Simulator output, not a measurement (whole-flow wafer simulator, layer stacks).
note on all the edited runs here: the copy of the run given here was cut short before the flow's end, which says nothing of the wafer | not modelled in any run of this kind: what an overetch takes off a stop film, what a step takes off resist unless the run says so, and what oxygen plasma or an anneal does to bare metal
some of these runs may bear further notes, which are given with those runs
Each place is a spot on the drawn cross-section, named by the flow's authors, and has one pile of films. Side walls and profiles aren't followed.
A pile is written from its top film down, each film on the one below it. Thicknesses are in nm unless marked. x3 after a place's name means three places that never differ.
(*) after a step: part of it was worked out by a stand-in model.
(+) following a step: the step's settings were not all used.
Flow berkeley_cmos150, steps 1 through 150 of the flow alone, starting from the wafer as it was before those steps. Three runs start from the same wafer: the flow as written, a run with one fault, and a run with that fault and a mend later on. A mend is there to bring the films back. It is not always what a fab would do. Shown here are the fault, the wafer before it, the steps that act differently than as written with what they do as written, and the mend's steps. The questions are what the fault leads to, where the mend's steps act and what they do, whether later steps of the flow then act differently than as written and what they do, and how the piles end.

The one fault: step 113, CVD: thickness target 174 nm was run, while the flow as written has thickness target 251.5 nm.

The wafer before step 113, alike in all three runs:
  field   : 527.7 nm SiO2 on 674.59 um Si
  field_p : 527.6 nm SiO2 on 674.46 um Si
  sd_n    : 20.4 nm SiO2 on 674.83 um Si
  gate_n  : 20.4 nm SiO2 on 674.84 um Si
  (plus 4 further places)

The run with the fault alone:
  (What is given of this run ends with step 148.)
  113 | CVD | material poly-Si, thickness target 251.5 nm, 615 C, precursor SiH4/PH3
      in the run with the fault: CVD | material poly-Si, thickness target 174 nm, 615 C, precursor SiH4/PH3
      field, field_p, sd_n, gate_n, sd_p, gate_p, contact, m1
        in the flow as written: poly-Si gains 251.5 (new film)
        in the run with the fault: poly-Si gains 174 (new film)
  Later steps of the flow acting differently than as written (not shown: 8 more steps that differ only slightly, by at most 2% or 0.5 nm, whichever is larger):
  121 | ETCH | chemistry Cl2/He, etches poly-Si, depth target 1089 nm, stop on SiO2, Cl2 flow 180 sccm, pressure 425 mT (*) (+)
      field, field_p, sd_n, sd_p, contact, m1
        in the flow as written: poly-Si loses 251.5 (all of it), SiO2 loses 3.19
        in the run with the fault: poly-Si loses 174 (all of it), SiO2 loses 3.19
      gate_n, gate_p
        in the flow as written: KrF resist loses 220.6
        in the run with the fault: KrF resist loses 165.2
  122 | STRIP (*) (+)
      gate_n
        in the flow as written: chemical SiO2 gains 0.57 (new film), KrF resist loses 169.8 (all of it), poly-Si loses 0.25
        in the run with the fault: chemical SiO2 gains 0.6 (new film), KrF resist loses 223.1 (all of it), poly-Si loses 0.27
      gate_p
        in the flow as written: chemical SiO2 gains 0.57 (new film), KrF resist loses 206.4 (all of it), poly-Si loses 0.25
        in the run with the fault: chemical SiO2 gains 0.6 (new film), KrF resist loses 259.4 (all of it), poly-Si loses 0.27
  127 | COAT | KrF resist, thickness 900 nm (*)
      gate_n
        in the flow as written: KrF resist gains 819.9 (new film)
        in the run with the fault: KrF resist gains 872.8 (new film)
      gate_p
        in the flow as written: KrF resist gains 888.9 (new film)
        in the run with the fault: KrF resist gains 942.7 (new film)
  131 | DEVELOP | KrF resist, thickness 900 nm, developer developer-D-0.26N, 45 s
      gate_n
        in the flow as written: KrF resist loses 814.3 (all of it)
        in the run with the fault: KrF resist loses 866.8 (all of it)
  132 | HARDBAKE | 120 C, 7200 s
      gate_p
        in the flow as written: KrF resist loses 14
        in the run with the fault: KrF resist loses 14.8
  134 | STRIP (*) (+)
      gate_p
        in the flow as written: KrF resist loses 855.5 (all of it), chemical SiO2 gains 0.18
        in the run with the fault: KrF resist loses 908.1 (all of it), chemical SiO2 gains 0.18
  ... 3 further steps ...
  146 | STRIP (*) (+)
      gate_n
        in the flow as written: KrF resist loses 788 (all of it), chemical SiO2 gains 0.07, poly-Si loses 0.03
        in the run with the fault: KrF resist loses 839.6 (all of it), chemical SiO2 gains 0.07, poly-Si loses 0.03
  The piles after step 148 differ from the flow's at gate_n, gate_p by more than 2% or 0.5 nm, whichever is larger.
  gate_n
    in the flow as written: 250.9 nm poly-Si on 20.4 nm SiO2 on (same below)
    in the run with the fault: 173.4 nm poly-Si on 20.4 nm SiO2 on (same below)
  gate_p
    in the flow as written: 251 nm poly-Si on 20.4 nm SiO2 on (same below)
    in the run with the fault: 173.5 nm poly-Si on 20.4 nm SiO2 on (same below)

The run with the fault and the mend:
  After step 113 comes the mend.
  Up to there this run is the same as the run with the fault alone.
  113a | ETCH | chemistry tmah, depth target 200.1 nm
      field, field_p, sd_n, gate_n, sd_p, gate_p, contact, m1
        poly-Si loses 174 (all of it)
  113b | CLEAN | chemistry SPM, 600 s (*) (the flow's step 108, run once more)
      alters no film at any place that is followed
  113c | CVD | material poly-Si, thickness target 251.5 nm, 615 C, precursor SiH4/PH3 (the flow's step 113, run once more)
      field, field_p, sd_n, gate_n, sd_p, gate_p, contact, m1
        poly-Si gains 251.5 (new film)
  None of the later steps of the flow acts differently than as written at any place that is followed.
  By the end, the piles equal the flow's at every place that both follow.
